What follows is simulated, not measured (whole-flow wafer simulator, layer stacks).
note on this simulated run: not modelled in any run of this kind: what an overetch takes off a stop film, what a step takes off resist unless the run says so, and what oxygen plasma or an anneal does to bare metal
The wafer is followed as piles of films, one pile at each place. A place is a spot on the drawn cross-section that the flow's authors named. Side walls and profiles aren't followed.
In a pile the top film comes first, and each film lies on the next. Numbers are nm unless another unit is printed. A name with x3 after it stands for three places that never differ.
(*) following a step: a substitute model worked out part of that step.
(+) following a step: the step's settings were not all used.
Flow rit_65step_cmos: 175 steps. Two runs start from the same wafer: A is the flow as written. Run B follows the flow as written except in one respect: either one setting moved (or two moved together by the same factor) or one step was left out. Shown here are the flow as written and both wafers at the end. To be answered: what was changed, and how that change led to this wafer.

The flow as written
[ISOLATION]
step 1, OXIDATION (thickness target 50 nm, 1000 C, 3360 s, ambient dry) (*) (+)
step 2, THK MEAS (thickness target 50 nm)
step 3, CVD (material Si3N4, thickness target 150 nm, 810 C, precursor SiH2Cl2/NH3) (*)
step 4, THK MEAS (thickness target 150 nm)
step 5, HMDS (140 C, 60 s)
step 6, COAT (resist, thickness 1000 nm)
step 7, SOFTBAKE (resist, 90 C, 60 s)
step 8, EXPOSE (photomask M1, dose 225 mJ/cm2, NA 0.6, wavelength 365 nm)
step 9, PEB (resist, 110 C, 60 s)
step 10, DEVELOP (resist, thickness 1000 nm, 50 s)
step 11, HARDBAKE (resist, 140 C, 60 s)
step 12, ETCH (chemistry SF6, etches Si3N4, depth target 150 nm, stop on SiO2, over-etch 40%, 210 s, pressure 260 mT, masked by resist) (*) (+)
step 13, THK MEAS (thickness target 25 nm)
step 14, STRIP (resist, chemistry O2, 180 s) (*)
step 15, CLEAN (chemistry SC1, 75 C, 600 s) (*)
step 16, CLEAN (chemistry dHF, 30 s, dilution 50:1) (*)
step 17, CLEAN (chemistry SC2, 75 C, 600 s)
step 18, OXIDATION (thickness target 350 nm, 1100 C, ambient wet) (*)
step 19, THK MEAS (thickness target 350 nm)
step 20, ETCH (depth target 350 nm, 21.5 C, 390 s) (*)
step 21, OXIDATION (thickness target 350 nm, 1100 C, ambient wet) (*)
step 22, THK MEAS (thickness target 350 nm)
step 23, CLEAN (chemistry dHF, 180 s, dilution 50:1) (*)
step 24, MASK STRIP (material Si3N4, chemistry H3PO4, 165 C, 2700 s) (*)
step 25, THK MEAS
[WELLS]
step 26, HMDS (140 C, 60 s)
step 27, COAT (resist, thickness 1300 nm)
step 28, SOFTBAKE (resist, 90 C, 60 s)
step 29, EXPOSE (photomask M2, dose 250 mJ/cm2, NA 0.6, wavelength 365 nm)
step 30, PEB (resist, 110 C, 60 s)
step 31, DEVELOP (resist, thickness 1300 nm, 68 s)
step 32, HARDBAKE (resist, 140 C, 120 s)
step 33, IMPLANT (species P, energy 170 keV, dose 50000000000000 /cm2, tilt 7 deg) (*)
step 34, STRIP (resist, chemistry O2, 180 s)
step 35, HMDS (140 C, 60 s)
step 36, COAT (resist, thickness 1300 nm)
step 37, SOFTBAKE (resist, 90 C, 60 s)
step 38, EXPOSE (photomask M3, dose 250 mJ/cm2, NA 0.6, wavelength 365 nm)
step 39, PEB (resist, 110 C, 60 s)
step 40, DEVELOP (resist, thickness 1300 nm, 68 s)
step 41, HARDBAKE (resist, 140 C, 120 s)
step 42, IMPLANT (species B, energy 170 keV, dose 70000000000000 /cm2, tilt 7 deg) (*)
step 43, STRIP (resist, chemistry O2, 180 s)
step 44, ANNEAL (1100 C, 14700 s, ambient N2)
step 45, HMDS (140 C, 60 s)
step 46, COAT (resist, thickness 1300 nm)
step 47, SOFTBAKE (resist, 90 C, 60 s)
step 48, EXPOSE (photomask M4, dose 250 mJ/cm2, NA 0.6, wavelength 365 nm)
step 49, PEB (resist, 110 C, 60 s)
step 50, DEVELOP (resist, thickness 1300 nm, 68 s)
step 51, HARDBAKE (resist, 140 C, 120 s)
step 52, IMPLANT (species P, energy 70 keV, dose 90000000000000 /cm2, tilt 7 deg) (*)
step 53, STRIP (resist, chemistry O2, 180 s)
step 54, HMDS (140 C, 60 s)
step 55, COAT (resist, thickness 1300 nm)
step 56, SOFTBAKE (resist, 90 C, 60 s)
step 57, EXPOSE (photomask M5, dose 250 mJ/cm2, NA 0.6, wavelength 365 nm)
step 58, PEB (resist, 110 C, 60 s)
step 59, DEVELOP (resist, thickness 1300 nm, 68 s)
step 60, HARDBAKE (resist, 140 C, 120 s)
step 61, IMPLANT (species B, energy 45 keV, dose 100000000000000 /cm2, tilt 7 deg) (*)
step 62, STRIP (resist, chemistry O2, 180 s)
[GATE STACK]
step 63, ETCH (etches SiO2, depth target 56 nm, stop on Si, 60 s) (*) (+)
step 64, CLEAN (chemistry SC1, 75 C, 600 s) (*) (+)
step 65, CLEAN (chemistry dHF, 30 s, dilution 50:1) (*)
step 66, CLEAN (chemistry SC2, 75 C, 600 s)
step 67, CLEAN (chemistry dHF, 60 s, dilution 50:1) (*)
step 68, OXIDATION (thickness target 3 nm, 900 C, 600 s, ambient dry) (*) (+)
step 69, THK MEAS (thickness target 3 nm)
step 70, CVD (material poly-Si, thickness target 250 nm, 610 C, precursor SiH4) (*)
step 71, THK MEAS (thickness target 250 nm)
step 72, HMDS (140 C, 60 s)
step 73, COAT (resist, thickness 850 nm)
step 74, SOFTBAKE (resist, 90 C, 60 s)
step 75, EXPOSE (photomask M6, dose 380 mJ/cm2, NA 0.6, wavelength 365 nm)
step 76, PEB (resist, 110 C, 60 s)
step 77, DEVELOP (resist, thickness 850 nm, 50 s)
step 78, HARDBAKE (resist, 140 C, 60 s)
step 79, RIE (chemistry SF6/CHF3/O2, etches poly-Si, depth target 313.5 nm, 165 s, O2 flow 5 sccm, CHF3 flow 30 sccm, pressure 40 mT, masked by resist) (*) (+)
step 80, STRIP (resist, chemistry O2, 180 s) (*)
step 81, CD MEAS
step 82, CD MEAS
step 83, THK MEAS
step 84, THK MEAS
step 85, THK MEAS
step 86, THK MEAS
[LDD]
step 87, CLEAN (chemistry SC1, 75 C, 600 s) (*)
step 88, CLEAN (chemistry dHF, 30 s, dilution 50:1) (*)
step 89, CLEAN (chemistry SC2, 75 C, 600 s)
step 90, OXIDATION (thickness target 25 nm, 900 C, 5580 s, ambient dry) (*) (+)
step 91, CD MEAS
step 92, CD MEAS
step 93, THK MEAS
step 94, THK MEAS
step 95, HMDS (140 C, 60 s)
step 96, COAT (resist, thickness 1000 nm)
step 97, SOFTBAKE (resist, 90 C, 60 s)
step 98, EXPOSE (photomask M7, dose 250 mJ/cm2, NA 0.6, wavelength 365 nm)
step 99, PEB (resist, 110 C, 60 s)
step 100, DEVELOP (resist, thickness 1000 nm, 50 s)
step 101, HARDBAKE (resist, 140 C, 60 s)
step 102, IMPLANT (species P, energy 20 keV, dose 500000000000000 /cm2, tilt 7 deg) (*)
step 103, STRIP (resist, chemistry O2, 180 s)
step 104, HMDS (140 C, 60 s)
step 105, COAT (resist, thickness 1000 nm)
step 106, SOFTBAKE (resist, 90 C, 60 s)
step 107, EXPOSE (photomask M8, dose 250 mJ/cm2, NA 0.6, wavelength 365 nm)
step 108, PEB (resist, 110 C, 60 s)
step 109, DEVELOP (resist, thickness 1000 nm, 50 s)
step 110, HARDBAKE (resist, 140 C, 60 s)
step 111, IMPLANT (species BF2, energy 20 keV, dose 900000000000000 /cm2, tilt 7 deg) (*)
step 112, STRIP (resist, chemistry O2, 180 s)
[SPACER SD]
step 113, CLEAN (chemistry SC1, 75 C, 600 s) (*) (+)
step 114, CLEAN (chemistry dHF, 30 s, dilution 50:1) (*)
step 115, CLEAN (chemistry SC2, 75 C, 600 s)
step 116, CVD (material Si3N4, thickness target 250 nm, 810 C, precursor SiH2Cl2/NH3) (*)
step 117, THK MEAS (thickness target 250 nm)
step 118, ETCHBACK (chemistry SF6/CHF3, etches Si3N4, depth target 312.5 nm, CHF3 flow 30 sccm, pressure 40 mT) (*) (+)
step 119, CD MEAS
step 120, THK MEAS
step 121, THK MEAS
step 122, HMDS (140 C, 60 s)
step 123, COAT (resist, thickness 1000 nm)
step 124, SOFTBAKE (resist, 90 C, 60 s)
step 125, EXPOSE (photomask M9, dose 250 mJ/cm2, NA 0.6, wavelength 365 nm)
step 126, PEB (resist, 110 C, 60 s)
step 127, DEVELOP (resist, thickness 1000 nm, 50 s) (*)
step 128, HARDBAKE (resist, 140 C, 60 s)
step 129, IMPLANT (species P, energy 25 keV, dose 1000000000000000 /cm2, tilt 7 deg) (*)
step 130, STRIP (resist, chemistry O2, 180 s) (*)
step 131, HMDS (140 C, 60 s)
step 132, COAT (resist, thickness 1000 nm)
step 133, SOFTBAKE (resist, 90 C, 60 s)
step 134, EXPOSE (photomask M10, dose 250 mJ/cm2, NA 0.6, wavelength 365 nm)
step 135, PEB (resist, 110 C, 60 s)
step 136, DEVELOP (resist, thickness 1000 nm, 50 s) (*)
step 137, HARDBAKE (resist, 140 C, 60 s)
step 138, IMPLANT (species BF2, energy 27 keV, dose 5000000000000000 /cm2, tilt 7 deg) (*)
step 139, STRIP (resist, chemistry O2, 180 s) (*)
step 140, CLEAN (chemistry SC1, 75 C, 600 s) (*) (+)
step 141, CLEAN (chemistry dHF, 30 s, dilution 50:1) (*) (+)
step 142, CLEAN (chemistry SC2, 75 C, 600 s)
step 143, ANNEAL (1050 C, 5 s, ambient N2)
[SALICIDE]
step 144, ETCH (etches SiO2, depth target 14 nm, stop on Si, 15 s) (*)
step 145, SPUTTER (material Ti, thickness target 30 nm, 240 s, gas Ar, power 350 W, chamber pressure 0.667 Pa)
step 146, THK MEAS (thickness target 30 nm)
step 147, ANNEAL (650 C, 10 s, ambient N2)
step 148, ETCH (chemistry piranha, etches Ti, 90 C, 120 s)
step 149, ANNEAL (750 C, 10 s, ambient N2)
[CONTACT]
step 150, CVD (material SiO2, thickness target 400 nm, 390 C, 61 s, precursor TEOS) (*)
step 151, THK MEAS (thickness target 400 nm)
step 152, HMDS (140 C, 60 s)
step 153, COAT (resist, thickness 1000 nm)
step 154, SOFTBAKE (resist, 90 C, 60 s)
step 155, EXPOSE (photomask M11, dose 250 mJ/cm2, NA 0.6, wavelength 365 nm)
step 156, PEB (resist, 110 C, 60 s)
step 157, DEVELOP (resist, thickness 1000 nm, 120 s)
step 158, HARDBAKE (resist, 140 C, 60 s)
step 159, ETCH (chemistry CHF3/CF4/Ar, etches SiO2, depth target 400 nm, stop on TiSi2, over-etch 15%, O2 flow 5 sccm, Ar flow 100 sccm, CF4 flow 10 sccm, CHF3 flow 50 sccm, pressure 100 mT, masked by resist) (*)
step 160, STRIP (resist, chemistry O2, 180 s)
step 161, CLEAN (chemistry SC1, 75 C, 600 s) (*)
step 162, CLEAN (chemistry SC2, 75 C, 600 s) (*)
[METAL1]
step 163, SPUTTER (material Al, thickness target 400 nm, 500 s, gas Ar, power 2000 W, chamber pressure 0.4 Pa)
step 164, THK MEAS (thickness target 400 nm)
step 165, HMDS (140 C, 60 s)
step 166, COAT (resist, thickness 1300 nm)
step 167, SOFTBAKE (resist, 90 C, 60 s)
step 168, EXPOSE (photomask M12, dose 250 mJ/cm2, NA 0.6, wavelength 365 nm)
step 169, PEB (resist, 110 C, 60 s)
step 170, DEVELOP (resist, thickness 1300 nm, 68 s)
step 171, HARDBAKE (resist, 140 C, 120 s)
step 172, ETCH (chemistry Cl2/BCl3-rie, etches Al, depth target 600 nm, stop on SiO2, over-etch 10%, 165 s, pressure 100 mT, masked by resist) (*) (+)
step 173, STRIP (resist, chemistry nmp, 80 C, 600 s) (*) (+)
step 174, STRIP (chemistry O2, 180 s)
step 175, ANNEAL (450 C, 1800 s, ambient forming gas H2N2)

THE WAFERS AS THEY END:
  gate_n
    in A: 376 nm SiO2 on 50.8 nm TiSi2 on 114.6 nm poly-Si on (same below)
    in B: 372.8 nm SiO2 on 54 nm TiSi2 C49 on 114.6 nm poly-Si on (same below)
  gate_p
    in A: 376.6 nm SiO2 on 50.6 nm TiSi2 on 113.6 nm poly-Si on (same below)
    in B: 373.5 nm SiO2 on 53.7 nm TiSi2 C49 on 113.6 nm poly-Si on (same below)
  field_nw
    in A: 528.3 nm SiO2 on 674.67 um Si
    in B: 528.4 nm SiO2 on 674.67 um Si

Cause: step 149, ANNEAL: 694 C was run, while the flow as written has 750 C.

The path from the change to this, step by step:
  step 149, ANNEAL (750 C, 10 s, ambient N2)
      gate_n: A +50.8 TiSi2 (new film), -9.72 TiSi first (all of it), -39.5 TiSi2 C49 (all of it), -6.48 poly-Si | B -9.72 TiSi first (all of it), +14.4 TiSi2 C49, -6.48 poly-Si
      gate_p: A +50.6 TiSi2 (new film), -9.46 TiSi first (all of it), -39.6 TiSi2 C49 (all of it), -6.31 poly-Si | B -9.46 TiSi first (all of it), +14.1 TiSi2 C49, -6.31 poly-Si
